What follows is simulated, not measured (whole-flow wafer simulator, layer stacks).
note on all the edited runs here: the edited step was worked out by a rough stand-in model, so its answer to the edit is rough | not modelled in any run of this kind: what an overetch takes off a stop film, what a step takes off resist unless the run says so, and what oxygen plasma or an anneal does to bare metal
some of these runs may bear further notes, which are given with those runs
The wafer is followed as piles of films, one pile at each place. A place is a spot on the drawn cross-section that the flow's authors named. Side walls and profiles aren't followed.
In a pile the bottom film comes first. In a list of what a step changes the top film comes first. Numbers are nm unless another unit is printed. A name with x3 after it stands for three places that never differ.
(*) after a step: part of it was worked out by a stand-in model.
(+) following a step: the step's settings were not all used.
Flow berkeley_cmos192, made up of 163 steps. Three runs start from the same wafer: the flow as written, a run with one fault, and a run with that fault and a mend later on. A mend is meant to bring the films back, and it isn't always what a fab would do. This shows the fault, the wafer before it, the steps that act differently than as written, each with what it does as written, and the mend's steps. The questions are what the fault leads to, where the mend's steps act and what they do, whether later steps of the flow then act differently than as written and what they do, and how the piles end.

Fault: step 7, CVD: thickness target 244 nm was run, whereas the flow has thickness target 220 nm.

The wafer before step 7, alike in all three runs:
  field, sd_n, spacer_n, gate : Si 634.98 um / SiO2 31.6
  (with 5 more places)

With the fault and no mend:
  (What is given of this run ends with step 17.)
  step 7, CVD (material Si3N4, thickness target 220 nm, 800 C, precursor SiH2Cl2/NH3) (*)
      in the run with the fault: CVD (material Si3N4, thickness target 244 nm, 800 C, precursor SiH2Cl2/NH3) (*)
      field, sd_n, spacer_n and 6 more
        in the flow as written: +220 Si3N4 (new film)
        in the run with the fault: +244 Si3N4 (new film)
  Steps later in the flow that act otherwise than as written:
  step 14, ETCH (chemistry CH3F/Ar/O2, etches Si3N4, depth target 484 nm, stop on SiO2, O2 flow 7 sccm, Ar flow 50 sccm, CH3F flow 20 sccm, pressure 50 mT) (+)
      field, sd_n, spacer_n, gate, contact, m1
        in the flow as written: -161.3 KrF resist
        in the run with the fault: -177.3 KrF resist
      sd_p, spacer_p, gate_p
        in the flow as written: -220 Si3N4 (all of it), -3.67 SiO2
        in the run with the fault: -244 Si3N4 (all of it), -3.67 SiO2
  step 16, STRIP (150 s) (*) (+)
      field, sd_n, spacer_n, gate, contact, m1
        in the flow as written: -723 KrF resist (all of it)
        in the run with the fault: -707 KrF resist (all of it)
  Once step 17 is done, the piles at field, sd_n, spacer_n, gate, contact, m1 depart from the flow's by more than 2% or 0.5 nm, whichever is larger.
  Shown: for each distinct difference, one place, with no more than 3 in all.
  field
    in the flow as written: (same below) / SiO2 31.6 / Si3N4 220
    in the run with the fault: (same below) / SiO2 31.6 / Si3N4 244

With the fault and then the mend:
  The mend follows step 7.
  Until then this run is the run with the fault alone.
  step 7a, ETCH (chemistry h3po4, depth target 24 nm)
      field, sd_n, spacer_n and 6 more
        -24 Si3N4
  Later steps of the flow that are run all act as written at every place that is followed.
  By the end, the piles equal the flow's at every place that both follow.
